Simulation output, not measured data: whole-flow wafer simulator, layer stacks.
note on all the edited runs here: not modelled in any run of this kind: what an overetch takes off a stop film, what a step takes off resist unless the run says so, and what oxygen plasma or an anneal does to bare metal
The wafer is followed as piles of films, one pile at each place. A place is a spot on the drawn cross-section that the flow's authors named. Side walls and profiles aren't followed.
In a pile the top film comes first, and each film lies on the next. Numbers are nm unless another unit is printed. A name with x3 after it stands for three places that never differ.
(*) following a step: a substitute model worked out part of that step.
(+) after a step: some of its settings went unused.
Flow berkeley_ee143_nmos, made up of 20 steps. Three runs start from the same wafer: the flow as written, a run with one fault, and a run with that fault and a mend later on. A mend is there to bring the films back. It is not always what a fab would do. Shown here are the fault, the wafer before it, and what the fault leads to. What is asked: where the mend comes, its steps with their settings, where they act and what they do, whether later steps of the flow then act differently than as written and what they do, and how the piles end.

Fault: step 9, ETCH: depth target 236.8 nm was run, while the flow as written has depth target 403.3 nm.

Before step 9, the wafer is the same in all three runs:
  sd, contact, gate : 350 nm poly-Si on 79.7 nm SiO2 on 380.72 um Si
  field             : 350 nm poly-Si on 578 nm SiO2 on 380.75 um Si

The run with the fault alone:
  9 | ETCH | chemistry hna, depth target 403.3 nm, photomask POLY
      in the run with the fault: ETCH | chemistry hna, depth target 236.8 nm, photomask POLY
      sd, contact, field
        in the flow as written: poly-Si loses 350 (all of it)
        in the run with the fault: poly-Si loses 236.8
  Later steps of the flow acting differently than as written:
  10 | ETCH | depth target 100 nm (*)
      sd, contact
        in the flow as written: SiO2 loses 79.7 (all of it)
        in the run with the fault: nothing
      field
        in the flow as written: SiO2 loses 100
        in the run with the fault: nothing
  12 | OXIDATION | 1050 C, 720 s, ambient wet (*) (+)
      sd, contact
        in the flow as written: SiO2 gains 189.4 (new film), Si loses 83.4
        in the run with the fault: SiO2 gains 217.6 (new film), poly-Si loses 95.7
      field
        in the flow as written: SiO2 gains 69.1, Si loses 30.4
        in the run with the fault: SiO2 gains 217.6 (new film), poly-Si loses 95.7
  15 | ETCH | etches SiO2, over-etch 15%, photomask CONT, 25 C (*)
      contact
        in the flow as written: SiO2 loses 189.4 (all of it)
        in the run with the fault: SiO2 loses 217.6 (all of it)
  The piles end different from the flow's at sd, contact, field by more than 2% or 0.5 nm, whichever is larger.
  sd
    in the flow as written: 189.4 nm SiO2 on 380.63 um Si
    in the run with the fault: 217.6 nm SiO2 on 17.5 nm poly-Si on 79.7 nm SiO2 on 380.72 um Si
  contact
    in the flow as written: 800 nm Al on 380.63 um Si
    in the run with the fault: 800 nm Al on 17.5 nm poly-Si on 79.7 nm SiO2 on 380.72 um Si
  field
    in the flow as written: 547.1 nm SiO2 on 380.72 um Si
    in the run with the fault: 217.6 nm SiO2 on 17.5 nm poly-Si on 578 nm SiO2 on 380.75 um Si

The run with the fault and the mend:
  After step 9 comes the mend.
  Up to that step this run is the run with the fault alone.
  9a | ETCH | chemistry hna, depth target 166.6 nm, photomask POLY (the flow's step 9 again, with other settings)
      sd, contact, field
        poly-Si loses 113.2 (all of it)
  Every later step of the flow that is run acts as written at every place that is followed.
  By the end, the piles equal the flow's at every place that both follow.
